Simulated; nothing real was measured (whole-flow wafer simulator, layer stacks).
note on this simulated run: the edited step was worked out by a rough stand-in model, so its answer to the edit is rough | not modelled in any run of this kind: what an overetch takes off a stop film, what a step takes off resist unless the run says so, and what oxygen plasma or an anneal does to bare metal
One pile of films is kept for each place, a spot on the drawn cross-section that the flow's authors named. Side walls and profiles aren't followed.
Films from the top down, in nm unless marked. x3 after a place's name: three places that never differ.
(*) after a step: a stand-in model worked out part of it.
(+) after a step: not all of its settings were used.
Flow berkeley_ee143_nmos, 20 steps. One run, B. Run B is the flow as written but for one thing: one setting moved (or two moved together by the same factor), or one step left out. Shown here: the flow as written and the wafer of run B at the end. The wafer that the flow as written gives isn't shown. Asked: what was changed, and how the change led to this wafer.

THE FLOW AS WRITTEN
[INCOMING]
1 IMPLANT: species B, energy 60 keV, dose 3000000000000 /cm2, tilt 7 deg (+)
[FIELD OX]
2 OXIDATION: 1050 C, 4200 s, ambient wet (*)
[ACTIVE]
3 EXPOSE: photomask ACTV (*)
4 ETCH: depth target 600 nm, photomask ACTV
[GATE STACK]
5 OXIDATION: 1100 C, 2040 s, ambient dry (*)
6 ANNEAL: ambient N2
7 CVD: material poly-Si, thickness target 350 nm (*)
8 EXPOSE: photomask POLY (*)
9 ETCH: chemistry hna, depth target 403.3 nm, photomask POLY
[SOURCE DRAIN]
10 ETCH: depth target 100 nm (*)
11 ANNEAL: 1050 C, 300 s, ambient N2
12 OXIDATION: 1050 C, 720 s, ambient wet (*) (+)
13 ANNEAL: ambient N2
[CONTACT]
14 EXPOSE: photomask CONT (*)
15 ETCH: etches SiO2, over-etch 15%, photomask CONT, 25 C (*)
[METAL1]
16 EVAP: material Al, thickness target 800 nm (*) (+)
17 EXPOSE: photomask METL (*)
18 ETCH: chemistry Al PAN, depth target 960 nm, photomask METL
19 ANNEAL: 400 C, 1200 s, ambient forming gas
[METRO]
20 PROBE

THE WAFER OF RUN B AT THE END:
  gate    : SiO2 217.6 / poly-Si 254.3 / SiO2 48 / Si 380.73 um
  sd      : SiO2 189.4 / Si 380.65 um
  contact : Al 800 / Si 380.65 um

The cause: step 5, OXIDATION: 867 s was run, where the flow has 2040 s.

How the change led to this, step by step:
  5 OXIDATION: 1100 C, 2040 s, ambient dry (*)
      gate, sd, contact: SiO2 +48 (new film), Si -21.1 (as written it would be: SiO2 +79.7 (new film), Si -35.1)
      field: SiO2 +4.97, Si -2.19 (as written it would be: SiO2 +11.6, Si -5.1)
  10 ETCH: depth target 100 nm (*)
      sd, contact: SiO2 -48 (all of it) (as written it would be: SiO2 -79.7 (all of it))
